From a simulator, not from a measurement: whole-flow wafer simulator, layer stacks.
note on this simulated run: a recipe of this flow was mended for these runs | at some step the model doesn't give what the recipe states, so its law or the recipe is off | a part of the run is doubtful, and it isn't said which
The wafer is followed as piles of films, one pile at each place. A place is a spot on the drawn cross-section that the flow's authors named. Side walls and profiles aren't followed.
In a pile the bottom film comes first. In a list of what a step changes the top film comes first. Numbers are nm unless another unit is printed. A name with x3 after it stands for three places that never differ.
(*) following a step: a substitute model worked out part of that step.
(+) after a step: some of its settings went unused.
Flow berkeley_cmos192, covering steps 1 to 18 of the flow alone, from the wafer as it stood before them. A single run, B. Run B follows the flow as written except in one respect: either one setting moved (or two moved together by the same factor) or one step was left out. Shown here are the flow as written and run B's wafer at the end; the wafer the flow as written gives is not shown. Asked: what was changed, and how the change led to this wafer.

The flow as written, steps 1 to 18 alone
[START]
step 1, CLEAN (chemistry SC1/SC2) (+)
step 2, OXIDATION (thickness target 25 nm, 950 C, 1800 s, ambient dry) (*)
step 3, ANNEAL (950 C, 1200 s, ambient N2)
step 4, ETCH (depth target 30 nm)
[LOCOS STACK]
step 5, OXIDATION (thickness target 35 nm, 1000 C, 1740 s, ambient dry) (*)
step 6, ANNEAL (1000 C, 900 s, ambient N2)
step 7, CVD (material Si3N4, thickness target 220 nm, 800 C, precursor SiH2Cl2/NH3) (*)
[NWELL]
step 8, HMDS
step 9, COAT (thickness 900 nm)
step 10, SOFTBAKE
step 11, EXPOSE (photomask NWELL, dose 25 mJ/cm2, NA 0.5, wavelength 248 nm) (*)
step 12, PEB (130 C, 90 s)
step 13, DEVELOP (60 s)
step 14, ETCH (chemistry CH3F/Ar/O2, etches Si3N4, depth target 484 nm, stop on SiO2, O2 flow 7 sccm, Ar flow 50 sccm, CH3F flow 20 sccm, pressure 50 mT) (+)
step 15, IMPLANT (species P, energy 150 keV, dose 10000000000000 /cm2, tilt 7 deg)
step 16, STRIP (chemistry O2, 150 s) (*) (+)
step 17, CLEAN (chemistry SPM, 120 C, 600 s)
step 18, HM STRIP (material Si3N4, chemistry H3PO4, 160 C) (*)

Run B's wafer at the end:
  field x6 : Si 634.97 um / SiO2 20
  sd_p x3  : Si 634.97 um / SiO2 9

The reason: step 2, OXIDATION: thickness target 60 nm was run, whereas the flow has thickness target 25 nm; step 2, OXIDATION: 4320 s was run, where the flow has 1800 s.

The path from the change to this, step by step:
  step 2, OXIDATION (thickness target 25 nm, 950 C, 1800 s, ambient dry) (*)
      field x6, sd_p x3: SiO2 gains 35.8 (new film), chemical SiO2 loses 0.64 (all of it), Si loses 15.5 (in the flow as written it would be: SiO2 gains 20.7 (new film), chemical SiO2 loses 0.64 (all of it), Si loses 8.82)
  step 4, ETCH (depth target 30 nm)
      field x6, sd_p x3: SiO2 loses 30 (in the flow as written it would be: SiO2 loses 20.7 (all of it))
  step 5, OXIDATION (thickness target 35 nm, 1000 C, 1740 s, ambient dry) (*)
      field x6, sd_p x3: SiO2 gains 27.2, Si loses 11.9 (in the flow as written it would be: SiO2 gains 31.6 (new film), Si loses 13.9)
